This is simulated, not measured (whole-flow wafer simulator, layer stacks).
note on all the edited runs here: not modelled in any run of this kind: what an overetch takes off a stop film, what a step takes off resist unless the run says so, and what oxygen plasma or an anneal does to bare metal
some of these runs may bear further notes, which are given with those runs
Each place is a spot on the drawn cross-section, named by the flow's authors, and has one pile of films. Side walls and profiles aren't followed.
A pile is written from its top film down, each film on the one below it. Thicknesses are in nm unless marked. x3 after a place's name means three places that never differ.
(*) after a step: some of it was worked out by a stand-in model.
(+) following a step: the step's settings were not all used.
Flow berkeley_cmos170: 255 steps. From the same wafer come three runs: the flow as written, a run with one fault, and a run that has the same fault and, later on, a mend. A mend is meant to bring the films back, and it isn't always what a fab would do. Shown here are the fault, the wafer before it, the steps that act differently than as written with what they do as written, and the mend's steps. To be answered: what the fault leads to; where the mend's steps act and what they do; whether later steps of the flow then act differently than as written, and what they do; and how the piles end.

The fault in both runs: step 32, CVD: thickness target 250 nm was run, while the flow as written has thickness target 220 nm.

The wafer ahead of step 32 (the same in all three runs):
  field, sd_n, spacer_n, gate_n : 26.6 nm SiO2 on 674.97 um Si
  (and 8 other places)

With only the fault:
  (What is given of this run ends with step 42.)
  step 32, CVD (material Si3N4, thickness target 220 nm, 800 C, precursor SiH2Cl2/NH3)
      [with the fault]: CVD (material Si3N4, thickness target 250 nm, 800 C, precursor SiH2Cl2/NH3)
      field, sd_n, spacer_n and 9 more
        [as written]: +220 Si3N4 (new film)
        [with the fault]: +250 Si3N4 (new film)
  Steps further on in the flow that do not act as written:
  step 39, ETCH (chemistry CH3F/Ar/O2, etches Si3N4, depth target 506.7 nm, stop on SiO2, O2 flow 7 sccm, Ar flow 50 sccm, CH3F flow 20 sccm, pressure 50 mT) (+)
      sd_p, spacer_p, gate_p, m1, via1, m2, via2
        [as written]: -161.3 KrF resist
        [with the fault]: -181.3 KrF resist
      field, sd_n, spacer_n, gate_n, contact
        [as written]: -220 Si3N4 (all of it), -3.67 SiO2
        [with the fault]: -250 Si3N4 (all of it), -3.67 SiO2
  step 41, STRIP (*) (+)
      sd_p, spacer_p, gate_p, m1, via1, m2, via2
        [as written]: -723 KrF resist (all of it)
        [with the fault]: -703 KrF resist (all of it)
  After step 42, at sd_p, spacer_p, gate_p, m1, via1, m2, via2, the piles differ from the flow's by more than 2% or 0.5 nm, whichever is larger.
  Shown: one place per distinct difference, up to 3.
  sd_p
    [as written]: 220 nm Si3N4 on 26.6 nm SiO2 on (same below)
    [with the fault]: 250 nm Si3N4 on 26.6 nm SiO2 on (same below)

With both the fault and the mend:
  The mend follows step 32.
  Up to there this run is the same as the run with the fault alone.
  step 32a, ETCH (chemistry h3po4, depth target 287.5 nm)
      field, sd_n, spacer_n and 9 more
        -250 Si3N4 (all of it)
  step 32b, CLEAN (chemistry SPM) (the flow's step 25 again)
      does not change any film at any place that is followed
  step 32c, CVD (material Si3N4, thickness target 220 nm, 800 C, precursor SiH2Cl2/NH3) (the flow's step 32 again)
      field, sd_n, spacer_n and 9 more
        +220 Si3N4 (new film)
  Every later step of the flow that is run acts as written at every place that is followed.
  The piles end the same as the flow's at every place that both follow.
